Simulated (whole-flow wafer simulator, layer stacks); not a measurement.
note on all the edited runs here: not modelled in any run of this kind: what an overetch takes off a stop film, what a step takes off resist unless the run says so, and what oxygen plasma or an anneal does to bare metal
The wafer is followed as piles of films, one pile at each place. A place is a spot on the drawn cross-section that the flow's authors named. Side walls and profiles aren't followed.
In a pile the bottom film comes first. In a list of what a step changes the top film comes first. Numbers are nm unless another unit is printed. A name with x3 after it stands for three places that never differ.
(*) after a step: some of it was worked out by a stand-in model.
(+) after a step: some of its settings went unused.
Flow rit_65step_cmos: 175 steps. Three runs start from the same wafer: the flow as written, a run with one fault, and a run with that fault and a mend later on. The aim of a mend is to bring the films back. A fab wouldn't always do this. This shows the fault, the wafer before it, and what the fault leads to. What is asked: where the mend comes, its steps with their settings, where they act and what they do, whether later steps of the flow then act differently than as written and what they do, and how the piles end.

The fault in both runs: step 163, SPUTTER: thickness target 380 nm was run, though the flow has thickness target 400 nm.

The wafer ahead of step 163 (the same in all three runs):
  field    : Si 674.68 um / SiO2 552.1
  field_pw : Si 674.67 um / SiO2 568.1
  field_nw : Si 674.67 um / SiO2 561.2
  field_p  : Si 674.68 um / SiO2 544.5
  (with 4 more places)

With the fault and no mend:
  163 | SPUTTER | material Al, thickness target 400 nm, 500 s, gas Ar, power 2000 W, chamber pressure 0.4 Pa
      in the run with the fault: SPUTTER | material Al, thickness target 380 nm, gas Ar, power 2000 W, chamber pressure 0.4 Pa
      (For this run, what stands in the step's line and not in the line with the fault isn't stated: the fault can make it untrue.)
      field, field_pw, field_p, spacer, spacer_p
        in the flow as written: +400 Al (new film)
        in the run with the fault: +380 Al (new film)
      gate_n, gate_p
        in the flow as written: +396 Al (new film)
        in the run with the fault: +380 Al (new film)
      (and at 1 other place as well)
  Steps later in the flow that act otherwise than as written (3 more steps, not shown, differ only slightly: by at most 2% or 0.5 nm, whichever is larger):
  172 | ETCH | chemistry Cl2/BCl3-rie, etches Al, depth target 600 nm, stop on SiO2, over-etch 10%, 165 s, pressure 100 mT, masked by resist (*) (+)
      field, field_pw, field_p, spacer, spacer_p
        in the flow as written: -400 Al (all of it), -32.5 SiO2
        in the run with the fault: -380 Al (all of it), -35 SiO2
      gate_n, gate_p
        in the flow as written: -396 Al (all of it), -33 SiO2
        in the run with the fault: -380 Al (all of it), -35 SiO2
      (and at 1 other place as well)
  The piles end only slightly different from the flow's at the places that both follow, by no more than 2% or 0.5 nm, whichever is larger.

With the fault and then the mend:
  The mend follows step 164.
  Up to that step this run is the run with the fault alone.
  164a | SPUTTER | material Al, thickness target 20 nm, gas Ar, power 2000 W, chamber pressure 0.4 Pa (the flow's step 163 again, with other settings)
      field, field_pw, field_nw, field_p, spacer, spacer_p
        +20 Al
      gate_n, gate_p
        +19.4 Al
  Later steps of the flow that are run all act as written at every place that is followed, up to a difference of at most 2% or 0.5 nm, whichever is larger.
  The piles end only slightly different from the flow's at the places that both follow, by no more than 2% or 0.5 nm, whichever is larger.
